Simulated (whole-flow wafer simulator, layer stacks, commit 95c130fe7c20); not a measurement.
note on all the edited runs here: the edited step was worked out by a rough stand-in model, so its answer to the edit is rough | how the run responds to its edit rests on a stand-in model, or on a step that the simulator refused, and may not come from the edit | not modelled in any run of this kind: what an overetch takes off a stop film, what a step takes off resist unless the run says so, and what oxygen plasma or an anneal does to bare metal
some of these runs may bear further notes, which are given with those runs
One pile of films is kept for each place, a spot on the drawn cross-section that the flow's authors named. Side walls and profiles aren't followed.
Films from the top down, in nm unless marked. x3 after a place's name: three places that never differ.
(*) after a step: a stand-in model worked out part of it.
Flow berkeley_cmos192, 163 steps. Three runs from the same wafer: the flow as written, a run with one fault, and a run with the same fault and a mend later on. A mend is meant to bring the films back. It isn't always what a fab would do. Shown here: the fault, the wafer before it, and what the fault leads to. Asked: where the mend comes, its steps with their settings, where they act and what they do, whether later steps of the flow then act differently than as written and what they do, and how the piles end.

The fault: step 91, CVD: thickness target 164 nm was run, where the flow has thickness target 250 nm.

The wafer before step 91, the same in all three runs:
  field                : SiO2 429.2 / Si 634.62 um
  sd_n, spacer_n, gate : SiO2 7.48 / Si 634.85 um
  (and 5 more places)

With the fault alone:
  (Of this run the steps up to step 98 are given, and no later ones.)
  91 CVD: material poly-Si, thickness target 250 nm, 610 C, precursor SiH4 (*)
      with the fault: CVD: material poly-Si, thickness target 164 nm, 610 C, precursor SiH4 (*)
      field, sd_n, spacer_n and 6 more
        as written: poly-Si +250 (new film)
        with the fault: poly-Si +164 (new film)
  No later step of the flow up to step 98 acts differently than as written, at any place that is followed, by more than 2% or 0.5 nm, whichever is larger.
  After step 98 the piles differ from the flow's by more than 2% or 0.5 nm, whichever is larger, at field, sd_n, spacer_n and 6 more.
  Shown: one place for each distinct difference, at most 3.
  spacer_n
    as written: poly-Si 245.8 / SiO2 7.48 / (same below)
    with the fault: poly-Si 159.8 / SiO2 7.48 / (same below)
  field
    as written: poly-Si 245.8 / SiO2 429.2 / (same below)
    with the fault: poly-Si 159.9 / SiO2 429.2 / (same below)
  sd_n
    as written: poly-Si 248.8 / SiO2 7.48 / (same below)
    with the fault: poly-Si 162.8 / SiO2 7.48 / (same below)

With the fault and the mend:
  The mend comes after step 91.
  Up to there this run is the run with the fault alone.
  91a ETCH: chemistry tmah, depth target 188.6 nm
      field, sd_n, spacer_n and 6 more
        poly-Si -164 (all of it)
  91b CLEAN: chemistry SPM (*) (the flow's step 87 once more)
      changes no film at any place that is followed
  91c CVD: material poly-Si, thickness target 250 nm, 610 C, precursor SiH4 (*) (the flow's step 91 once more)
      field, sd_n, spacer_n and 6 more
        poly-Si +250 (new film)
  No later step of the flow acts differently than as written, at any place that is followed, by more than 2% or 0.5 nm, whichever is larger.
  At the end the piles are the same as the flow's at every place that both follow.
